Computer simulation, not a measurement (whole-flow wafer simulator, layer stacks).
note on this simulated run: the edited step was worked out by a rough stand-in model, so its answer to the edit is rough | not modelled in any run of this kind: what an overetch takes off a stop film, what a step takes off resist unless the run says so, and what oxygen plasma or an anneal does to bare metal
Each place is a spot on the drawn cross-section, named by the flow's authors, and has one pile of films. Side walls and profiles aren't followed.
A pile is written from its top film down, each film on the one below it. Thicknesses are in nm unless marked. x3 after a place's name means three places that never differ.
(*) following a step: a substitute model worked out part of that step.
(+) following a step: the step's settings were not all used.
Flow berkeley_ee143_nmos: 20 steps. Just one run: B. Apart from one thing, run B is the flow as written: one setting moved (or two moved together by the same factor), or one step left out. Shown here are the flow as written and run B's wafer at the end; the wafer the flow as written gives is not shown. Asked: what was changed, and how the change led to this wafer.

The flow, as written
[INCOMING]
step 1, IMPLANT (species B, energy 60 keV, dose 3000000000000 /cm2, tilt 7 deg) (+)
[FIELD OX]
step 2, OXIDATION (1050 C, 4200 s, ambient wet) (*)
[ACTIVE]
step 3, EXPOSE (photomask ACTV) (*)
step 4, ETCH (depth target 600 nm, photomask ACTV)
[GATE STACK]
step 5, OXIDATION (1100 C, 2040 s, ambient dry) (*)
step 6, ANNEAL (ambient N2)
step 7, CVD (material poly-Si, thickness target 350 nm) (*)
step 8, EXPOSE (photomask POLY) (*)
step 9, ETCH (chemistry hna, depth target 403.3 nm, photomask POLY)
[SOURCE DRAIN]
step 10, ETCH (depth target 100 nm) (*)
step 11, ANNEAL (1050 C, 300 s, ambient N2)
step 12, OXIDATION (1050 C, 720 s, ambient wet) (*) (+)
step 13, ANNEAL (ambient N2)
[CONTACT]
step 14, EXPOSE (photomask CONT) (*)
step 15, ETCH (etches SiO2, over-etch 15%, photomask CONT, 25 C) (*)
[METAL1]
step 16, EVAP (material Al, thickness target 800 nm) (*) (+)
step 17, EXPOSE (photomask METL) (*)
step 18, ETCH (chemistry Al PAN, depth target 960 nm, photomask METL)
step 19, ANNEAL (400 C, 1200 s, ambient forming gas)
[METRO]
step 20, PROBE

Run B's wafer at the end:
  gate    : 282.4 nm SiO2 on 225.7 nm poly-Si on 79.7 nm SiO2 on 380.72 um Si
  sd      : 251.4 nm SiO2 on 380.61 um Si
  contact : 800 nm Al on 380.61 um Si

What caused this: step 12, OXIDATION: 1080 s was run, whereas the flow has 720 s.

How this came from the change, step by step:
  step 12, OXIDATION (1050 C, 720 s, ambient wet) (*) (+)
      sd, contact: SiO2 gains 251.4 (new film), Si loses 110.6 (as written it would have been: SiO2 gains 189.4 (new film), Si loses 83.4)
      gate: SiO2 gains 282.4 (new film), poly-Si loses 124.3 (as written it would have been: SiO2 gains 217.6 (new film), poly-Si loses 95.7)
      (and at 1 other place as well)
  step 15, ETCH (etches SiO2, over-etch 15%, photomask CONT, 25 C) (*)
      contact: SiO2 loses 251.4 (all of it) (as written it would have been: SiO2 loses 189.4 (all of it))
